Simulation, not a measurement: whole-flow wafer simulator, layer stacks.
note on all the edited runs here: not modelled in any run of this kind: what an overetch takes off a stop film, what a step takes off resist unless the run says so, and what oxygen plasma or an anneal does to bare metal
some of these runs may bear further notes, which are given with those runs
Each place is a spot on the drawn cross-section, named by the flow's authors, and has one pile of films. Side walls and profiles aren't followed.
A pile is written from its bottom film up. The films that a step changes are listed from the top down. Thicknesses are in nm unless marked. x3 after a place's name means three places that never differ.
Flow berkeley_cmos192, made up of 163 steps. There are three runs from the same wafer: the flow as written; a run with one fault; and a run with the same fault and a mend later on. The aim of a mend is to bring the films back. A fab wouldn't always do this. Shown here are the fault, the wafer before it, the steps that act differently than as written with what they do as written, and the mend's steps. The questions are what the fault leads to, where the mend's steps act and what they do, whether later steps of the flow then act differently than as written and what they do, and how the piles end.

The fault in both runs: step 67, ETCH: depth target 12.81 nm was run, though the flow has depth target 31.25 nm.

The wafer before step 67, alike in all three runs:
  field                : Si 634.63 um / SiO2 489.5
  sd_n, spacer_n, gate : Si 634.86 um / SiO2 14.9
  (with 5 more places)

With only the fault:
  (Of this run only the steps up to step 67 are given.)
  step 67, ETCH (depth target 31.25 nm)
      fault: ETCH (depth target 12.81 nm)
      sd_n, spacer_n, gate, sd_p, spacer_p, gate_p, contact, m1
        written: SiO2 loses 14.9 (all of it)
        fault: SiO2 loses 12.8
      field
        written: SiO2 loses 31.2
        fault: SiO2 loses 12.8
  After step 67, at field, sd_n, spacer_n and 6 more, the piles differ from the flow's by more than 2% or 0.5 nm, whichever is larger.
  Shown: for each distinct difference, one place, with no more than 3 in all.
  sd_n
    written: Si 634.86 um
    fault: Si 634.86 um / SiO2 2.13
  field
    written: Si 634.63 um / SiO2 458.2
    fault: Si 634.63 um / SiO2 476.7

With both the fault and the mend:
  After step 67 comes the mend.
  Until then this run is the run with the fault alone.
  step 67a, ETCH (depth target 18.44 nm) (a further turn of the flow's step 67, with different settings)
      sd_n, spacer_n, gate, sd_p, spacer_p, gate_p, contact, m1
        SiO2 loses 2.13 (all of it)
      field
        SiO2 loses 18.4
  Every later step of the flow that is run acts as written, at every place that is followed, to within 2% or 0.5 nm, whichever is larger.
  By the end, the piles equal the flow's at every place that both follow.
